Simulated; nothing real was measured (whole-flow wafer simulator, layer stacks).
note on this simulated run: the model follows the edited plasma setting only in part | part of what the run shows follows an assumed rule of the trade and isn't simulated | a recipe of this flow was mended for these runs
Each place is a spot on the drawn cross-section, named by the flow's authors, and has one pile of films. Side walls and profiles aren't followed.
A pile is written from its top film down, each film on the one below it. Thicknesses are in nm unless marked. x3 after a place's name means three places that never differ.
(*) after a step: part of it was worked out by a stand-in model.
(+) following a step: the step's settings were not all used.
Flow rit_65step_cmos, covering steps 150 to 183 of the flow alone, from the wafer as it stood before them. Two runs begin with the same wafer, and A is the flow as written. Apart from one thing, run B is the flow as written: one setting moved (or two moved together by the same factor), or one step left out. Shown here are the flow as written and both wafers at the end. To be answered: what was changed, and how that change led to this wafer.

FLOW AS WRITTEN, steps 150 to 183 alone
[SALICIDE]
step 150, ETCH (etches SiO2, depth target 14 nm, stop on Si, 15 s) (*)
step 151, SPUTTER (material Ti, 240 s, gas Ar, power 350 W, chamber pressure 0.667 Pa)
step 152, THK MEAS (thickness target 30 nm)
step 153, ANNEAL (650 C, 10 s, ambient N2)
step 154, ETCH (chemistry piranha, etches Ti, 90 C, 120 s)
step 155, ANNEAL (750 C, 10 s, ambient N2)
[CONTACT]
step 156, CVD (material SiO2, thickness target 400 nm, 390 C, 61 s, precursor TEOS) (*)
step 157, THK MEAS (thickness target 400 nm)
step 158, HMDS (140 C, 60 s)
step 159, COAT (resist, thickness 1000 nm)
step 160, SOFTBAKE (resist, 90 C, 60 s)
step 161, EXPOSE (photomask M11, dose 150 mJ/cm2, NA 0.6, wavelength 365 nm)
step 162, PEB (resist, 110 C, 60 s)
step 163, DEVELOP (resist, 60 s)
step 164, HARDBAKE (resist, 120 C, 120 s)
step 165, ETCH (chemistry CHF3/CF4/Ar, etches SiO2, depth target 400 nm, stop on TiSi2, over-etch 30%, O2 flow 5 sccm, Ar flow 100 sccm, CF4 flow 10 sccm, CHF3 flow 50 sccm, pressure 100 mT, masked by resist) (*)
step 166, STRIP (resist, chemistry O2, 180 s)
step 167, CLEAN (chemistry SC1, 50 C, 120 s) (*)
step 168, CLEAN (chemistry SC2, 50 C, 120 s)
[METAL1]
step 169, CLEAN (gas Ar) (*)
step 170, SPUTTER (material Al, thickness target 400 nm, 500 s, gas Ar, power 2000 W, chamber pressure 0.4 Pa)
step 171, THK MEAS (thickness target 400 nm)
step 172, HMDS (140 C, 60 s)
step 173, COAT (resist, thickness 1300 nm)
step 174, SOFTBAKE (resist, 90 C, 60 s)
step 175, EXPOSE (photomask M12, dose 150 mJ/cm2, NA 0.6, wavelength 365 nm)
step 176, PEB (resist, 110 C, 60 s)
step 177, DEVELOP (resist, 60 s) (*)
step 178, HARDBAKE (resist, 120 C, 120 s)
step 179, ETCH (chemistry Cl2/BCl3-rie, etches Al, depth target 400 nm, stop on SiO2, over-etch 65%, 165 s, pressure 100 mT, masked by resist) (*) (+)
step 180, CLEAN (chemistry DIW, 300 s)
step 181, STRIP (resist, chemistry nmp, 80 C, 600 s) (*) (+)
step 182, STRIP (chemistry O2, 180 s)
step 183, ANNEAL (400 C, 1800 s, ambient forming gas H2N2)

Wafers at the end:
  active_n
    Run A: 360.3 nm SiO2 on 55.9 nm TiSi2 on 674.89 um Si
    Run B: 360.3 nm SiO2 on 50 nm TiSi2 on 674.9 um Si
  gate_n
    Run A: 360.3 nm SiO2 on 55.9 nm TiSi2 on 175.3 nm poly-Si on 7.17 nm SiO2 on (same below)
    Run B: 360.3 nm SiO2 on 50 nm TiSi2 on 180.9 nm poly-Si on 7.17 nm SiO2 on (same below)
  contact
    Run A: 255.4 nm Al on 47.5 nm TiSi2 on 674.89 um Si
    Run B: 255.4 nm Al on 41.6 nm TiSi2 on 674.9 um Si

The reason: step 151, SPUTTER: power 313 W was run, though the flow has power 350 W.

Step by step, how the change led to this:
  step 151, SPUTTER (material Ti, 240 s, gas Ar, power 350 W, chamber pressure 0.667 Pa)
      field, field_pw, field_nw and 11 more: A Ti gains 30 (new film) | B Ti gains 26.8 (new film)
  step 153, ANNEAL (650 C, 10 s, ambient N2)
      active_n, active_p, sd_n, sd_p, contact, m1: A Ti loses 23.4, TiSi first gains 15 (new film), TiSi2 C49 gains 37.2 (new film), Si loses 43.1 | B Ti loses 20.9, TiSi first gains 8.29 (new film), TiSi2 C49 gains 40.9 (new film), Si loses 42
      gate_n, gate_p: A Ti loses 23.4, TiSi first gains 15 (new film), TiSi2 C49 gains 37.2 (new film), poly-Si loses 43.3 | B Ti loses 20.9, TiSi first gains 8.29 (new film), TiSi2 C49 gains 40.9 (new film), poly-Si loses 42.2
  step 154, ETCH (chemistry piranha, etches Ti, 90 C, 120 s)
      active_n, active_p, gate_n, gate_p, sd_n, sd_p, contact, m1: A Ti loses 6.6 (all of it), TiSi first loses 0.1 | B Ti loses 5.9 (all of it), TiSi first loses 0.1
      field, field_pw, field_nw, field_p, spacer, spacer_p: A Ti loses 30 (all of it) | B Ti loses 26.8 (all of it)
  step 155, ANNEAL (750 C, 10 s, ambient N2)
      active_n, active_p, sd_n, sd_p, contact, m1: A TiSi2 gains 55.9 (new film), TiSi first loses 14.9 (all of it), TiSi2 C49 loses 37.2 (all of it), Si loses 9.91 | B TiSi2 gains 50 (new film), TiSi first loses 8.19 (all of it), TiSi2 C49 loses 40.9 (all of it), Si loses 5.44
      gate_n, gate_p: A TiSi2 gains 55.9 (new film), TiSi first loses 14.9 (all of it), TiSi2 C49 loses 37.2 (all of it), poly-Si loses 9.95 | B TiSi2 gains 50 (new film), TiSi first loses 8.19 (all of it), TiSi2 C49 loses 40.9 (all of it), poly-Si loses 5.46
